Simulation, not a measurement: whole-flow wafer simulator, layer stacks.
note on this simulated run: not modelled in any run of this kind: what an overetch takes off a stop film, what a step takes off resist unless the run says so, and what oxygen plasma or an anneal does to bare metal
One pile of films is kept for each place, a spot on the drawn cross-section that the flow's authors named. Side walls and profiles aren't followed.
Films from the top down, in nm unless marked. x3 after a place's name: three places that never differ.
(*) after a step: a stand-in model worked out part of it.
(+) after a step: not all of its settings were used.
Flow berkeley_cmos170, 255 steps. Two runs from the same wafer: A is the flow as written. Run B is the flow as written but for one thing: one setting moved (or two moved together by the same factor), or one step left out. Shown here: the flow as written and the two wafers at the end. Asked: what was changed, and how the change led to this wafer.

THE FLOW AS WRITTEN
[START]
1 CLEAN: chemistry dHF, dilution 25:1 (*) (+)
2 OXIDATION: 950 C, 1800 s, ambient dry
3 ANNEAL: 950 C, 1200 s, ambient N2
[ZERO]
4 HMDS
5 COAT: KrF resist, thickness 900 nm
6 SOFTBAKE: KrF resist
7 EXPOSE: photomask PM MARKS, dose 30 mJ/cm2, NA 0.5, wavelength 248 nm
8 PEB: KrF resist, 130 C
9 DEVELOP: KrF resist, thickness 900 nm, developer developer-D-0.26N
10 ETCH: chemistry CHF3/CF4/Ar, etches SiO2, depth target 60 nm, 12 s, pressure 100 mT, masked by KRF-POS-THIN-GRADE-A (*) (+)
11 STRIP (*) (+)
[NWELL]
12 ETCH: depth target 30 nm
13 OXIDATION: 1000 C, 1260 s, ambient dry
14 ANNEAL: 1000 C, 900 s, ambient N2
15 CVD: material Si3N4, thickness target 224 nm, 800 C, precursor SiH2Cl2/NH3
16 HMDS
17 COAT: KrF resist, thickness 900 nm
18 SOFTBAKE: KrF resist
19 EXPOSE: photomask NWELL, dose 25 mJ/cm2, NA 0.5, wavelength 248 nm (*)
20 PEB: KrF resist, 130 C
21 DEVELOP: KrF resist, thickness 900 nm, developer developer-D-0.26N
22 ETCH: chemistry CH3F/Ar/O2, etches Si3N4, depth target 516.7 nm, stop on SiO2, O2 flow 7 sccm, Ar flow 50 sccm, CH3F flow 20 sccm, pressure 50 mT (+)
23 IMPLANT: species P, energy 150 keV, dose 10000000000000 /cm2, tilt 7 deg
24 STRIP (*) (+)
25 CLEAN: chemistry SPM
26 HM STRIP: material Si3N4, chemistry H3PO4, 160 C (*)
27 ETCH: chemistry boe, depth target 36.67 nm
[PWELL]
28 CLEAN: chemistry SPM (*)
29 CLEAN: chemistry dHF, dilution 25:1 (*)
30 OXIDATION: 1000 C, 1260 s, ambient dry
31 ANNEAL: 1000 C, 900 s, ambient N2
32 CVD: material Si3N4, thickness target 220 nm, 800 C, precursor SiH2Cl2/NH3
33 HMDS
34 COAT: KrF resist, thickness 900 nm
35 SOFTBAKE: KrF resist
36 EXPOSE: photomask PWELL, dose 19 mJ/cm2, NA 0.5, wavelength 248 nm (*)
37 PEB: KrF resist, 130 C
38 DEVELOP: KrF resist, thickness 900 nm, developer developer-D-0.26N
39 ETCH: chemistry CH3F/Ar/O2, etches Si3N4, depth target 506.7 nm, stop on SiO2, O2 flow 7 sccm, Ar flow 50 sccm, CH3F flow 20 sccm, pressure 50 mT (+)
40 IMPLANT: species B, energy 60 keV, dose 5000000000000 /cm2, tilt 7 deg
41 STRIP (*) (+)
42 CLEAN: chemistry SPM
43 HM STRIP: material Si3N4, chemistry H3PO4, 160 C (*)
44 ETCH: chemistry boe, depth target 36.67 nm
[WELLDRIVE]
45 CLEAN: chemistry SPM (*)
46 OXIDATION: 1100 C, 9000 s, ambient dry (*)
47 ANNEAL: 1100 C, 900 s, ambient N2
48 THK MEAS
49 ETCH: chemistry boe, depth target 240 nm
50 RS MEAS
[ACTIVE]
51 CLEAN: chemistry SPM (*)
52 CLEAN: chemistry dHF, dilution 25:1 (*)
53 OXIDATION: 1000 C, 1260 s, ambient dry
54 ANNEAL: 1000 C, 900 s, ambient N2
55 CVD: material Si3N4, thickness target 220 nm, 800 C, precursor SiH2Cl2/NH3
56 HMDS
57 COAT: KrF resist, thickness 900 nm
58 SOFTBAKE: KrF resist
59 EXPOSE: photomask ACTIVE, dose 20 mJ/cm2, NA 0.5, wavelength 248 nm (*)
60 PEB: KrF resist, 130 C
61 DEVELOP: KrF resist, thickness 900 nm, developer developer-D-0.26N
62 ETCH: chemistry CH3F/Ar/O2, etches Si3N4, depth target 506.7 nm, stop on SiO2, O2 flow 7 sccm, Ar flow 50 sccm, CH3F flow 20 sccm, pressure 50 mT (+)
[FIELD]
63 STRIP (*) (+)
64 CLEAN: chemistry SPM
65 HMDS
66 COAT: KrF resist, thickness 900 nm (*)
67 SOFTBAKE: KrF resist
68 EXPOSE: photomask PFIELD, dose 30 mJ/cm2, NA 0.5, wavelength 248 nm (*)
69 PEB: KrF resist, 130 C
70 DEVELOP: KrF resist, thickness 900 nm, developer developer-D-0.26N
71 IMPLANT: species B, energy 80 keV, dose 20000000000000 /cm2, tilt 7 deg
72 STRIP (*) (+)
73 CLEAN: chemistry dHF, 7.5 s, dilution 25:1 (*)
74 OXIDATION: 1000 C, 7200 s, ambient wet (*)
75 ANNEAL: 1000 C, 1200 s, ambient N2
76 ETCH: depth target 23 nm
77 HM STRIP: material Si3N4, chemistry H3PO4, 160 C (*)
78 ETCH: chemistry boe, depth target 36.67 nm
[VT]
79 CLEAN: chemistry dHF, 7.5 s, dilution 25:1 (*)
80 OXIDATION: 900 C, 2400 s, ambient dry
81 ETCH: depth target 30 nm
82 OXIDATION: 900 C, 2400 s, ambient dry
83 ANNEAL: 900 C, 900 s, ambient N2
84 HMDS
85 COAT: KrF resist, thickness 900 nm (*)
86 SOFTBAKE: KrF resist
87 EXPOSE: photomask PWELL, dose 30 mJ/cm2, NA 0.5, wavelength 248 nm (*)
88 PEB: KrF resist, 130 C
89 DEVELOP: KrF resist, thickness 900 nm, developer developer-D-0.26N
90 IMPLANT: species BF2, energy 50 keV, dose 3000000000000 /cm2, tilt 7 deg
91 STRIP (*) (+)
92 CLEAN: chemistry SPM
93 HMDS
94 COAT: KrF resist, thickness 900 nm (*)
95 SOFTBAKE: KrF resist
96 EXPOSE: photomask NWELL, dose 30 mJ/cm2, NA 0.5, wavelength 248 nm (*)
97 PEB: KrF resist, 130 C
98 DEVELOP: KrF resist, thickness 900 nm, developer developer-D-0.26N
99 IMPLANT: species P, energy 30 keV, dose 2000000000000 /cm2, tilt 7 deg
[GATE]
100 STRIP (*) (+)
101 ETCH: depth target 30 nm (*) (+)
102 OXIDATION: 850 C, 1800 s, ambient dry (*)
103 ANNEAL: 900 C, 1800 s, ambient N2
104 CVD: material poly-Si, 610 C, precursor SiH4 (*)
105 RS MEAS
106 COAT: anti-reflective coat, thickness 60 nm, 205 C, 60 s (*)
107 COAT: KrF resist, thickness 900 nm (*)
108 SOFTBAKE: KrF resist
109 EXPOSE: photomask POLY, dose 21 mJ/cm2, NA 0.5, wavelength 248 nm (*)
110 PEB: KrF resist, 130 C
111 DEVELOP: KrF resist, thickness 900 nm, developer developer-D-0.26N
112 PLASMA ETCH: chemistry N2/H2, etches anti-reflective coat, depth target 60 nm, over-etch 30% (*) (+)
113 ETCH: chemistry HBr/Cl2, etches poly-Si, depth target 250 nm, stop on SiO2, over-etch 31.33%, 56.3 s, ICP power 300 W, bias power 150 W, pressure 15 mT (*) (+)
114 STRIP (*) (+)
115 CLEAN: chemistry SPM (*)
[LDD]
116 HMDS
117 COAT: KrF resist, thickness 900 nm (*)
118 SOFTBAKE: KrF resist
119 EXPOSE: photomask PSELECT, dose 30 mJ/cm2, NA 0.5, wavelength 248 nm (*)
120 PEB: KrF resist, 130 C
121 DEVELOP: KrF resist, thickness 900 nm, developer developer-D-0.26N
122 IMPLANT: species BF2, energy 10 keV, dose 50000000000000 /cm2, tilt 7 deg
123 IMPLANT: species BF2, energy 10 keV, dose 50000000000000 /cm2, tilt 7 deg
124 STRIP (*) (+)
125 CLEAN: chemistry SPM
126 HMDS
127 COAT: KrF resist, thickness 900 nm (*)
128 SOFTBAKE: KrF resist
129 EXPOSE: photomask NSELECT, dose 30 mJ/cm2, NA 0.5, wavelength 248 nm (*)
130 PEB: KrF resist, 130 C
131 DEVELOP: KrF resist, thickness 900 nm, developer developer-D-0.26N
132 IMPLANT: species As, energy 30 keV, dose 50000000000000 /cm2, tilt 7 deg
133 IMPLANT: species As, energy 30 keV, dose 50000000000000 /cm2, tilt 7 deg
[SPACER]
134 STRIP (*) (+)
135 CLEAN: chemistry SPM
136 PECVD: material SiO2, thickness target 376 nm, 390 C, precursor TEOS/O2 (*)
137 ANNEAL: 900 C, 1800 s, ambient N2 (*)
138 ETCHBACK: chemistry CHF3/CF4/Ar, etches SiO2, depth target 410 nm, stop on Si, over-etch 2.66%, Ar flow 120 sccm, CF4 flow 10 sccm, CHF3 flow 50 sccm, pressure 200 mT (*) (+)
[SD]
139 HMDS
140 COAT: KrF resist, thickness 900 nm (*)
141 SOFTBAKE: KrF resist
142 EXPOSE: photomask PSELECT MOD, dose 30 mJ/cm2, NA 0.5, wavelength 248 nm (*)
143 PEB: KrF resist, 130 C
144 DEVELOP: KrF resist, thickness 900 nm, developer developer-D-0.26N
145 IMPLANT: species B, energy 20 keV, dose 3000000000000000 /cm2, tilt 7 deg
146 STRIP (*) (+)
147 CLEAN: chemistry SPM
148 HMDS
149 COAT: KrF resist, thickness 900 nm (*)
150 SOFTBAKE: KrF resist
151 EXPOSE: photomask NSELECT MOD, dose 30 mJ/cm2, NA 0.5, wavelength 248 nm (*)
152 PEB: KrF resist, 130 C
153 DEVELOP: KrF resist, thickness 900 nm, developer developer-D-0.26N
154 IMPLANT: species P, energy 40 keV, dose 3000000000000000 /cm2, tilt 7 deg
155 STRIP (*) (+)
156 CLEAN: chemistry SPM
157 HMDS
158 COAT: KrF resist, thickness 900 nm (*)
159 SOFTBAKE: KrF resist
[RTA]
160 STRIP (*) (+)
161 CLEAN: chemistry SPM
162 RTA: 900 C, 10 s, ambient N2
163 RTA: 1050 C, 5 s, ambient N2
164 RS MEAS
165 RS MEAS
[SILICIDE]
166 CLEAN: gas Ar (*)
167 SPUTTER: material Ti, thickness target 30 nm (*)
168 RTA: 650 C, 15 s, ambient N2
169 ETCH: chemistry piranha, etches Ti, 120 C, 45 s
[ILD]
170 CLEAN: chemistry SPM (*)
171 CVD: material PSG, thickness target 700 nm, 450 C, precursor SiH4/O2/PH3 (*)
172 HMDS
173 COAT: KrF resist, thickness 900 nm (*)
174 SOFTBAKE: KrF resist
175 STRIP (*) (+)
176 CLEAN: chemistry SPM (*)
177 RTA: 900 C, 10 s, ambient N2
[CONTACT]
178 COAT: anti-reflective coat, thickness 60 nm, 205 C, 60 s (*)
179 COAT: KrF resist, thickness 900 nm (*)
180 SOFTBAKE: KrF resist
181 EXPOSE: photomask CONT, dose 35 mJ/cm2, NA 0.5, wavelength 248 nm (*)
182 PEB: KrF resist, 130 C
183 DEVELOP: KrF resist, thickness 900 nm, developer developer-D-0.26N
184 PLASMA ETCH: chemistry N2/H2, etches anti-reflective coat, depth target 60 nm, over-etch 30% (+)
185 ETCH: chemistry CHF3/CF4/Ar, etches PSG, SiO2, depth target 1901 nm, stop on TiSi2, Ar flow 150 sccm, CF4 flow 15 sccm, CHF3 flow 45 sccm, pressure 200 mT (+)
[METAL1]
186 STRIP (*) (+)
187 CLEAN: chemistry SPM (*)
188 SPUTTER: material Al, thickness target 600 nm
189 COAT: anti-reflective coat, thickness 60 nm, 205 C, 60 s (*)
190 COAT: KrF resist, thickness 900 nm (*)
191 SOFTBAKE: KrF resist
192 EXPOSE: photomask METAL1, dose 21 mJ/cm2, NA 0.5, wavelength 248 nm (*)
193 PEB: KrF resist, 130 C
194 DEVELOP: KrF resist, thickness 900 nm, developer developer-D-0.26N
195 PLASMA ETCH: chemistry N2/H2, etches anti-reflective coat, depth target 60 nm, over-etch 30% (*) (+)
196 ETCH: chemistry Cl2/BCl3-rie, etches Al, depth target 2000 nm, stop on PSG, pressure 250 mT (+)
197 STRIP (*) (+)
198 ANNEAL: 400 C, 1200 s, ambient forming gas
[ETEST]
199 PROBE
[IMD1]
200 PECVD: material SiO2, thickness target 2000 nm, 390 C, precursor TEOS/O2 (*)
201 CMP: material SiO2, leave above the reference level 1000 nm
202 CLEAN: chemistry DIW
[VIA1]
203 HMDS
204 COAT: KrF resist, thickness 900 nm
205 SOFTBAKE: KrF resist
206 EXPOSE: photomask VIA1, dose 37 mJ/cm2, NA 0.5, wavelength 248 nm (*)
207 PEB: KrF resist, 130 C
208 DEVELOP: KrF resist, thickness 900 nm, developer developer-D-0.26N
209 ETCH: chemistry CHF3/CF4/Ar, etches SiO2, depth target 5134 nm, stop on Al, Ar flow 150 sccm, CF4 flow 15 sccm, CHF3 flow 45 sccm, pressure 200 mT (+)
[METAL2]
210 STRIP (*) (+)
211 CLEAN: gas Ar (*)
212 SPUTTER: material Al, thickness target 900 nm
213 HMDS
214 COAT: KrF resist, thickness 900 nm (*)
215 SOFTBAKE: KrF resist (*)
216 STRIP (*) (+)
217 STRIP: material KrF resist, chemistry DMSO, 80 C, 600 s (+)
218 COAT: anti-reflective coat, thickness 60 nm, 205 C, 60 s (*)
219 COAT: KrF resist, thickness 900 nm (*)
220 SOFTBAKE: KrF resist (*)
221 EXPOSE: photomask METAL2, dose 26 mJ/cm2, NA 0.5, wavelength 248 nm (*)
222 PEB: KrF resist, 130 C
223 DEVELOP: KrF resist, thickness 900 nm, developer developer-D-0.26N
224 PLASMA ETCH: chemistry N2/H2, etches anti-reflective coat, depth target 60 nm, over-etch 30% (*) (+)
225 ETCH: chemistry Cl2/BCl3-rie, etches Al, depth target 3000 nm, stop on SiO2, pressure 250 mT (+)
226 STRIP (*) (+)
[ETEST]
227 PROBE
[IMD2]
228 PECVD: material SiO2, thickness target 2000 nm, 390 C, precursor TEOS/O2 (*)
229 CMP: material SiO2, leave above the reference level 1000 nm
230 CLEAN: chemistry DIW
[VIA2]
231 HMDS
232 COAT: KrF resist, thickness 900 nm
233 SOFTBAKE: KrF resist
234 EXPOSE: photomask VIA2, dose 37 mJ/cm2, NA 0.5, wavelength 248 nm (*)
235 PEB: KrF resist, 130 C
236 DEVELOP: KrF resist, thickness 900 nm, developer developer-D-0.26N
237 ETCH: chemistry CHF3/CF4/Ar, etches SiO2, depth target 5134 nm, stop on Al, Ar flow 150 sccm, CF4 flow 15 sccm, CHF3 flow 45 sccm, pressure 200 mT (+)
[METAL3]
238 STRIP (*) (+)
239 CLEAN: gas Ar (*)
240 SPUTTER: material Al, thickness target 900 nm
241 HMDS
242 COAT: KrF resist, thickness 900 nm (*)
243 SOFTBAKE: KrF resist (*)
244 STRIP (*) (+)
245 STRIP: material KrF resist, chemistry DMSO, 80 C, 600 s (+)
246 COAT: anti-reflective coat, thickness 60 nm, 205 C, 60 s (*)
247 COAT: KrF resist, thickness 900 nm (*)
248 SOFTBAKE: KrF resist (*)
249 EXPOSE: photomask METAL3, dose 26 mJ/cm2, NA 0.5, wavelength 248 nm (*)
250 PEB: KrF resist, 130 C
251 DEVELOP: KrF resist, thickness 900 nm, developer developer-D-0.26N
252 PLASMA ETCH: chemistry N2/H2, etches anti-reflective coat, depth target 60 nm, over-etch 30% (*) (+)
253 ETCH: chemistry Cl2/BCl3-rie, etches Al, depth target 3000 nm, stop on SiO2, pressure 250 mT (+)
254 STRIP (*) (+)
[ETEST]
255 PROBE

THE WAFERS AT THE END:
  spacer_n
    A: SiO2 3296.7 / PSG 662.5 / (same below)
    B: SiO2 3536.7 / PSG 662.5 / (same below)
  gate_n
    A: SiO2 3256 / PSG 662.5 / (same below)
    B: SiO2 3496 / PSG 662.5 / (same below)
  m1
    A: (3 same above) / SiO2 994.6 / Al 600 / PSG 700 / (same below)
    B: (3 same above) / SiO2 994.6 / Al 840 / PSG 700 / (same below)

The cause: step 188, SPUTTER: thickness target 840 nm was run, where the flow has thickness target 600 nm.
It can be read off the wafer: m1 has Al 840, and step 188 as written asks for 600 nm.

How the change led to this, step by step:
  188 SPUTTER: material Al, thickness target 600 nm
      field, sd_n, spacer_n and 7 more: A Al +600 (new film) | B Al +840 (new film)
      sd_p: A Al +573.8 (new film) | B Al +811.1 (new film)
      (and at 1 more place)
  189 COAT: anti-reflective coat, thickness 60 nm, 205 C, 60 s (*)
      sd_n: A anti-reflective coat +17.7 (new film) | B anti-reflective coat +25.1 (new film)
      contact: A anti-reflective coat +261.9 (new film) | B anti-reflective coat +297.2 (new film)
      (and at 1 more place)
  190 COAT: KrF resist, thickness 900 nm (*)
      sd_n: A KrF resist +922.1 (new film) | B KrF resist +896.2 (new film)
  194 DEVELOP: KrF resist, thickness 900 nm, developer developer-D-0.26N
      sd_n: A KrF resist -920.6 (all of it) | B KrF resist -894.8 (all of it)
  195 PLASMA ETCH: chemistry N2/H2, etches anti-reflective coat, depth target 60 nm, over-etch 30% (*) (+)
      sd_n: A anti-reflective coat -17.7 (all of it) | B anti-reflective coat -25.1 (all of it)
  196 ETCH: chemistry Cl2/BCl3-rie, etches Al, depth target 2000 nm, stop on PSG, pressure 250 mT (+)
      field, sd_n, spacer_n, gate_n, spacer_p, gate_p: A Al -600 (all of it), PSG -37.5 | B Al -840 (all of it), PSG -37.5
      contact, m1, via1, m2, via2: A KrF resist -450 | B KrF resist -570
      (and at 1 more place)
  197 STRIP (*) (+)
      contact: A KrF resist -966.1 (all of it), anti-reflective coat -261.9 (all of it) | B KrF resist -862.7 (all of it), anti-reflective coat -297.2 (all of it)
      m1: A KrF resist -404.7 (all of it), anti-reflective coat -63 (all of it) | B KrF resist -280.8 (all of it), anti-reflective coat -63.1 (all of it)
      (and at 3 more places)
  201 CMP: material SiO2, leave above the reference level 1000 nm
      contact: A SiO2 -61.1 | B nothing
      spacer_n, spacer_p: A SiO2 -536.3 | B SiO2 -296.3
      (and at 5 more places)
  218 COAT: anti-reflective coat, thickness 60 nm, 205 C, 60 s (*)
      sd_n: A anti-reflective coat +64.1 (new film) | B anti-reflective coat +62.1 (new film)
      contact: A anti-reflective coat +62.1 (new film) | B anti-reflective coat +64.9 (new film)
  224 PLASMA ETCH: chemistry N2/H2, etches anti-reflective coat, depth target 60 nm, over-etch 30% (*) (+)
      contact, m1, via1, m2, via2: A KrF resist -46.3 | B KrF resist -44.9
      sd_n: A anti-reflective coat -64.1 (all of it) | B anti-reflective coat -62.1 (all of it)
  226 STRIP (*) (+)
      contact: A KrF resist -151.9 (all of it), anti-reflective coat -62.1 (all of it) | B KrF resist -155.8 (all of it), anti-reflective coat -64.9 (all of it)
